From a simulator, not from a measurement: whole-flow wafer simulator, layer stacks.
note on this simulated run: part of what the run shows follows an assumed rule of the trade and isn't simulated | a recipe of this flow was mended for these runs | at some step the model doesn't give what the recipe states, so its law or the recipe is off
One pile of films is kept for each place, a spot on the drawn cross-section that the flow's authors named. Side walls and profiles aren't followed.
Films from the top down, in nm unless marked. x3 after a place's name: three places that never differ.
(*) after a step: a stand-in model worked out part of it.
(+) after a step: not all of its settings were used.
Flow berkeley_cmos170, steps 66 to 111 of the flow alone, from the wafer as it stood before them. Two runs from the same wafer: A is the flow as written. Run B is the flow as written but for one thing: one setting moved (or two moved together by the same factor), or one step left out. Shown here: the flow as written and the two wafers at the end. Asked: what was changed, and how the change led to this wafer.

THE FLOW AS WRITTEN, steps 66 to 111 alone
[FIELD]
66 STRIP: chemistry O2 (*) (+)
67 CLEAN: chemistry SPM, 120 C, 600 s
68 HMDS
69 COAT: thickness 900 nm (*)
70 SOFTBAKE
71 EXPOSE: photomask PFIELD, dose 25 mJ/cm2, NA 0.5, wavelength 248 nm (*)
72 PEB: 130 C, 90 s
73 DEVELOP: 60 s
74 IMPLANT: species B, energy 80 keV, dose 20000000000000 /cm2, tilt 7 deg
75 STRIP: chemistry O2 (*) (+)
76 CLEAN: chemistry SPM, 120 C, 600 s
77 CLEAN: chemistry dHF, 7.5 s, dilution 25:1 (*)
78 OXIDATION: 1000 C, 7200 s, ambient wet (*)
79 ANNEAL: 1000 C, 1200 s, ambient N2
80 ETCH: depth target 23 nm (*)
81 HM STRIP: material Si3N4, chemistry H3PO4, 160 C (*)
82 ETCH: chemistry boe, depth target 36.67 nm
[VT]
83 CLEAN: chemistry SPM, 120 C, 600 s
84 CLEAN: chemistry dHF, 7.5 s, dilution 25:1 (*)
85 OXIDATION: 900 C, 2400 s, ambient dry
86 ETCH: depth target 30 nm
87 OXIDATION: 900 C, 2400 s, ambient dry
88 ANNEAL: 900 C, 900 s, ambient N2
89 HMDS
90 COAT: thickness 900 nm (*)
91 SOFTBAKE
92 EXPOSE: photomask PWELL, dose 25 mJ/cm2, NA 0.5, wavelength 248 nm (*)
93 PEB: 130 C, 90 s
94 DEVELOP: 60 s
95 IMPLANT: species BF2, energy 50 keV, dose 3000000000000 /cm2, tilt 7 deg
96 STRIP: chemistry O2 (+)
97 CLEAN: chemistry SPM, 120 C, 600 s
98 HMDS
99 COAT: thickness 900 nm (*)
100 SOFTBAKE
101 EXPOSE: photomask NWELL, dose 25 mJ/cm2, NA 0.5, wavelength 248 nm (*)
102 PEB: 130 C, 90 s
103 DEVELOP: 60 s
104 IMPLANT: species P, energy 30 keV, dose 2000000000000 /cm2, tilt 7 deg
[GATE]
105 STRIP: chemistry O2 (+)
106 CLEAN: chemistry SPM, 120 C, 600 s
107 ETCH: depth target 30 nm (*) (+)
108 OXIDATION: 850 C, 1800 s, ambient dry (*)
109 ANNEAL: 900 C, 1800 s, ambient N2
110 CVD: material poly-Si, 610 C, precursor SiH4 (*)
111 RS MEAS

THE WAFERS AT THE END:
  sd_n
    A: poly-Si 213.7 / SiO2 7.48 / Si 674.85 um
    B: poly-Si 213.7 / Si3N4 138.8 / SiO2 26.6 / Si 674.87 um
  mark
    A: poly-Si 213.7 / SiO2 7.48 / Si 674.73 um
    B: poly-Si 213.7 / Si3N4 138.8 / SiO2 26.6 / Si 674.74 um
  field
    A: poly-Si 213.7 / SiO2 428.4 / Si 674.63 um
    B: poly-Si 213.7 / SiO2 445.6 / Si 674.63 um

The cause: step 81, HM STRIP: 112 C was run, where the flow has 160 C.

How the change led to this, step by step:
  81 HM STRIP: material Si3N4, chemistry H3PO4, 160 C (*)
      mark, sd_n, spacer_n and 9 more: A Si3N4 -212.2 (all of it), SiO2 -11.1 | B Si3N4 -69.8
      field: A SiO2 -17.7 | B SiO2 -0.45
  82 ETCH: chemistry boe, depth target 36.67 nm
      mark, sd_n, spacer_n and 9 more: A SiO2 -15.5 (all of it) | B Si3N4 -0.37
  83 CLEAN: chemistry SPM, 120 C, 600 s
      mark, sd_n, spacer_n and 9 more: A chemical SiO2 +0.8 (new film), Si -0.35 | B nothing
  84 CLEAN: chemistry dHF, 7.5 s, dilution 25:1 (*)
      mark, sd_n, spacer_n and 9 more: A chemical SiO2 -0.8 (all of it) | B Si3N4 -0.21
  85 OXIDATION: 900 C, 2400 s, ambient dry
      mark, sd_n, spacer_n and 9 more: A SiO2 +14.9 (new film), Si -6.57 | B nothing
  86 ETCH: depth target 30 nm
      mark, sd_n, spacer_n and 9 more: A SiO2 -14.9 (all of it) | B Si3N4 -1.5
  87 OXIDATION: 900 C, 2400 s, ambient dry
      mark, sd_n, spacer_n and 9 more: A SiO2 +14.9 (new film), Si -6.57 | B nothing
  90 COAT: thickness 900 nm (*)
      field: A KrF-resist +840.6 (new film) | B KrF-resist +880.9 (new film)
      sd_n: A KrF-resist +1004.6 (new film) | B KrF-resist +932.4 (new film)
      (and at 10 more places)
  94 DEVELOP: 60 s
      field: A KrF-resist -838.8 (all of it) | B KrF-resist -878.9 (all of it)
      sd_n: A KrF-resist -1002.3 (all of it) | B KrF-resist -930.3 (all of it)
      (and at 7 more places)
  96 STRIP: chemistry O2 (+)
      sd_p: A KrF-resist -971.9 (all of it) | B KrF-resist -911.3 (all of it)
      spacer_p: A KrF-resist -953.7 (all of it) | B KrF-resist -906.4 (all of it)
      (and at 1 more place)
  99 COAT: thickness 900 nm (*)
      field: A KrF-resist +840.6 (new film) | B KrF-resist +880.9 (new film)
      sd_n: A KrF-resist +1004.6 (new film) | B KrF-resist +932.4 (new film)
      (and at 10 more places)
  103 DEVELOP: 60 s
      sd_p: A KrF-resist -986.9 (all of it) | B KrF-resist -926.3 (all of it)
      spacer_p: A KrF-resist -968.6 (all of it) | B KrF-resist -921.3 (all of it)
      (and at 1 more place)
  105 STRIP: chemistry O2 (+)
      field: A KrF-resist -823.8 (all of it) | B KrF-resist -864 (all of it)
      sd_n: A KrF-resist -987.4 (all of it) | B KrF-resist -915.4 (all of it)
      (and at 7 more places)
  107 ETCH: depth target 30 nm (*) (+)
      mark, sd_n, spacer_n and 9 more: A SiO2 -14.9 (all of it) | B Si3N4 -1.5
  108 OXIDATION: 850 C, 1800 s, ambient dry (*)
      mark, sd_n, spacer_n and 9 more: A SiO2 +7.48 (new film), Si -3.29 | B nothing
